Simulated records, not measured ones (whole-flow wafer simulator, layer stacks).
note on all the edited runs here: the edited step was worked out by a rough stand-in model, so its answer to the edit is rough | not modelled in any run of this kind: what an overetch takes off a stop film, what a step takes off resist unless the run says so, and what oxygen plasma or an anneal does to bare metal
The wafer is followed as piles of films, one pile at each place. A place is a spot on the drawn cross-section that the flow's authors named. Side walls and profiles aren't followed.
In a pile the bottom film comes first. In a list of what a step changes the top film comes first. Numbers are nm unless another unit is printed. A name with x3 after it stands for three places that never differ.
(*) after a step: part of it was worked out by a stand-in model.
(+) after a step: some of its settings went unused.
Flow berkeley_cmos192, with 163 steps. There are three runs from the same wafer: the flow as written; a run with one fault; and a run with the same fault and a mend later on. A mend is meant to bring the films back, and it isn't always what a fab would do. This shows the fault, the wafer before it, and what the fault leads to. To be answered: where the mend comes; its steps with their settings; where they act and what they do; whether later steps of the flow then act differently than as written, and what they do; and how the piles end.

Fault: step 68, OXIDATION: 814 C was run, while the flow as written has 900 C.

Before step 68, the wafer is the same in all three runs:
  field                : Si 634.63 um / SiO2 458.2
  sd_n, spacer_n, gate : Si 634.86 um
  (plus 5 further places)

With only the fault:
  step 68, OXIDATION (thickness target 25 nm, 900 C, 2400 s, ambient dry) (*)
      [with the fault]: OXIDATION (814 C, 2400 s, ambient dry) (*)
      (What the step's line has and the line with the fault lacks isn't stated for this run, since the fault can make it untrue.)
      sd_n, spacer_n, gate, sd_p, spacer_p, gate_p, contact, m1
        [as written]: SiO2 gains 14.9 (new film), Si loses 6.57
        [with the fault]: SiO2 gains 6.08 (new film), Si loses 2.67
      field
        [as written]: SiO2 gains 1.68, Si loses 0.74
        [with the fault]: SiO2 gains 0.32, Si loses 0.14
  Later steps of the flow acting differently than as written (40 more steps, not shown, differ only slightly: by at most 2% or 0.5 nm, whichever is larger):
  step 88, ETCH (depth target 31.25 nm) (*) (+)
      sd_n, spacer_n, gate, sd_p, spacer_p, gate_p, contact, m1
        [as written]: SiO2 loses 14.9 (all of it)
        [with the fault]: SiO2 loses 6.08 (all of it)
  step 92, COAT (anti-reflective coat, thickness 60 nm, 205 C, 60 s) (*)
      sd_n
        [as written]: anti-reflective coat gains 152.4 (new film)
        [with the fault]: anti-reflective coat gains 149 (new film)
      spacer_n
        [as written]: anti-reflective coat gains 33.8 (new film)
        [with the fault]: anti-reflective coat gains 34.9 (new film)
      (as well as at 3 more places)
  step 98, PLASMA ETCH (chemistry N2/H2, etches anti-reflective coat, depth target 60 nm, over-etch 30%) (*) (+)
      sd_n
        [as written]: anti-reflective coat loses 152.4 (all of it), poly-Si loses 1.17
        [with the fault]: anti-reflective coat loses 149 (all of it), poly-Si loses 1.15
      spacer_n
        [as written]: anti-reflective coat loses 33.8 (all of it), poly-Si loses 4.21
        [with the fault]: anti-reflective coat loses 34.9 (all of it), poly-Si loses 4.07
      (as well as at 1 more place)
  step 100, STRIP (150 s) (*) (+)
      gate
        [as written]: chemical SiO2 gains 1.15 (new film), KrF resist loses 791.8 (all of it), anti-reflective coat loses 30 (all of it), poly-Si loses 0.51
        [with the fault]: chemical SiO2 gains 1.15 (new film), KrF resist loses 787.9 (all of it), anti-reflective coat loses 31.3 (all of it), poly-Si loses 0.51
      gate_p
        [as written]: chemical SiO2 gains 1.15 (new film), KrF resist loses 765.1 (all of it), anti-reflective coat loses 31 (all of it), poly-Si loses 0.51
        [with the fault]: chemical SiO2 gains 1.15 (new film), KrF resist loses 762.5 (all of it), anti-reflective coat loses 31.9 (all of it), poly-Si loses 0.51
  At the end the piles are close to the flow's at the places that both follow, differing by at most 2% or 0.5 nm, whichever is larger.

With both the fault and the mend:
  The mend follows step 69.
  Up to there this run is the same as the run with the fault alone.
  step 69a, OXIDATION (900 C, 1821 s, ambient dry) (*) (a further turn of the flow's step 68, with different settings)
      sd_n, spacer_n, gate, sd_p, spacer_p, gate_p, contact, m1
        SiO2 gains 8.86, Si loses 3.9
      field
        SiO2 gains 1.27, Si loses 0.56
  Every later step of the flow that is run acts as written, at every place that is followed, to within 2% or 0.5 nm, whichever is larger.
  At the end the piles are close to the flow's at the places that both follow, differing by at most 2% or 0.5 nm, whichever is larger.
